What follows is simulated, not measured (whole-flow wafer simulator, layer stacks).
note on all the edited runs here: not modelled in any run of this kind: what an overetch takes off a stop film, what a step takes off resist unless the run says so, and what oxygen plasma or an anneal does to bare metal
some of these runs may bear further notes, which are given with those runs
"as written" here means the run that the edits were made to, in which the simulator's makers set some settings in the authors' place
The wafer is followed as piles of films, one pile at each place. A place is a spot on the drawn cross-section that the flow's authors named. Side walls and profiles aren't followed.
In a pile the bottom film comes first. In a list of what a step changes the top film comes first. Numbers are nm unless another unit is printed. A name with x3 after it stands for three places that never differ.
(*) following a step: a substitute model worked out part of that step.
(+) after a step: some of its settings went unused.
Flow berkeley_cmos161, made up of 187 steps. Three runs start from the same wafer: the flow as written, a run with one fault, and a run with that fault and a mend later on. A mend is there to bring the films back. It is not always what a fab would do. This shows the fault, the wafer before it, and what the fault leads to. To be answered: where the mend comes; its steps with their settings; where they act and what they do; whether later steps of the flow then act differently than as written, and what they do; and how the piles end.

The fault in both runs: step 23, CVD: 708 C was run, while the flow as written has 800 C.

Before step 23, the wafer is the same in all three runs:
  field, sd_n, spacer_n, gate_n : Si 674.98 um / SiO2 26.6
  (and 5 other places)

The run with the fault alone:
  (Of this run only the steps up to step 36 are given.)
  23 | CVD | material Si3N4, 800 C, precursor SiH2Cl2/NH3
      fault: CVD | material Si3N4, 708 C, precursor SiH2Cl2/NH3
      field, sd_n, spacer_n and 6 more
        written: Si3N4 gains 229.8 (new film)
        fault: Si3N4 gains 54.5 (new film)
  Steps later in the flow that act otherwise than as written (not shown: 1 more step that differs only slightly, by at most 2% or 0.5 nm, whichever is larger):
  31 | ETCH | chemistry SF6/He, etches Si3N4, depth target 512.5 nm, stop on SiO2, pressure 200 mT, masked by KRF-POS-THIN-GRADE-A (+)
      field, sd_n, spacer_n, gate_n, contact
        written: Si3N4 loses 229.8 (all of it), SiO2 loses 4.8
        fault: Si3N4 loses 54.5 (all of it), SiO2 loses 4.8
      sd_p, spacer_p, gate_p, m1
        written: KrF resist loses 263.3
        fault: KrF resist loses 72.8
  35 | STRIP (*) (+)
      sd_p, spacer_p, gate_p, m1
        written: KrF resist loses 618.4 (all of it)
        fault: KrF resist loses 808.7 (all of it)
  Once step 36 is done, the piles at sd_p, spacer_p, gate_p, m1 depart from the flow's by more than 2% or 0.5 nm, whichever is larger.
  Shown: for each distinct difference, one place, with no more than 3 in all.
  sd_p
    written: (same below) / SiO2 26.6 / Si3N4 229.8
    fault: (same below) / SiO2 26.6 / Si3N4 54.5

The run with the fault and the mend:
  The mend stands after step 23.
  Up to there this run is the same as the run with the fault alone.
  23a | CVD | material Si3N4, 800 C, precursor SiH2Cl2/NH3 (the flow's step 23 again, with other settings that aren't printed)
      field, sd_n, spacer_n and 6 more
        Si3N4 gains 175.3
  None of the later steps of the flow differs from how it acts as written, at any place that is followed, by more than 2% or 0.5 nm, whichever is larger.
  By the end, the piles equal the flow's at every place that both follow.
